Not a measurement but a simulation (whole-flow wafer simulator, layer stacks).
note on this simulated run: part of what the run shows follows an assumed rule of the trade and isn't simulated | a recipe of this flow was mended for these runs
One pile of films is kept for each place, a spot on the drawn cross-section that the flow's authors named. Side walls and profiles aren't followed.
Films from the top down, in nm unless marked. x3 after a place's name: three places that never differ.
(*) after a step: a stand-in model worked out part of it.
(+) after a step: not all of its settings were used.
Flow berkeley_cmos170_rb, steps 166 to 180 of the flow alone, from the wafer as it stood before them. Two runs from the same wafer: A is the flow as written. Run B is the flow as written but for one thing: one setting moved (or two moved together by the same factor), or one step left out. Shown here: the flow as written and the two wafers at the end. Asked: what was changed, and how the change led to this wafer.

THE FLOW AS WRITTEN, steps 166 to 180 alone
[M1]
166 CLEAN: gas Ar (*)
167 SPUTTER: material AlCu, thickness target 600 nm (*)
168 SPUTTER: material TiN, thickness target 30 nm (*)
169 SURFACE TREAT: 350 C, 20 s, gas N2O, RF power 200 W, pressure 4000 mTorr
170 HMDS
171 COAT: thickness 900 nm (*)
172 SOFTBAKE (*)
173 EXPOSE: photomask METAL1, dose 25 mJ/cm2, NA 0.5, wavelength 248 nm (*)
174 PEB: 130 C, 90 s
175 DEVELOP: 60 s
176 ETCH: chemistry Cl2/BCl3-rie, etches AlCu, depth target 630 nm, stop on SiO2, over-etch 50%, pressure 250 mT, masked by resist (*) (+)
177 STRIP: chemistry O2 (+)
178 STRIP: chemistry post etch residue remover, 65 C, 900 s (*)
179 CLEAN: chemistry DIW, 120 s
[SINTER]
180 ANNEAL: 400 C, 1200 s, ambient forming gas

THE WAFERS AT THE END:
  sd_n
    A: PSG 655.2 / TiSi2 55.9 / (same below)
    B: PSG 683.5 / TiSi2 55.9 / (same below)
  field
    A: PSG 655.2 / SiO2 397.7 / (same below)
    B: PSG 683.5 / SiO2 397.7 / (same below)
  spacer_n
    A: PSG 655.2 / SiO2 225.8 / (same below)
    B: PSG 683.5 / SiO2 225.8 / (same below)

The cause: step 176, ETCH: depth target 479 nm was run, where the flow has depth target 630 nm.

How the change led to this, step by step:
  176 ETCH: chemistry Cl2/BCl3-rie, etches AlCu, depth target 630 nm, stop on SiO2, over-etch 50%, pressure 250 mT, masked by resist (*) (+)
      field, sd_n, spacer_n, gate, spacer_p, gate_p: A TiN -30 (all of it), AlCu -600 (all of it), PSG -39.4 | B TiN -30 (all of it), AlCu -600 (all of it), PSG -11.1
      contact, m1: A KrF-resist -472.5 | B KrF-resist -409.7
      (and at 1 more place)
  177 STRIP: chemistry O2 (+)
      contact: A KrF-resist -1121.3 (all of it) | B KrF-resist -1184.1 (all of it)
      m1: A KrF-resist -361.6 (all of it) | B KrF-resist -424.4 (all of it)
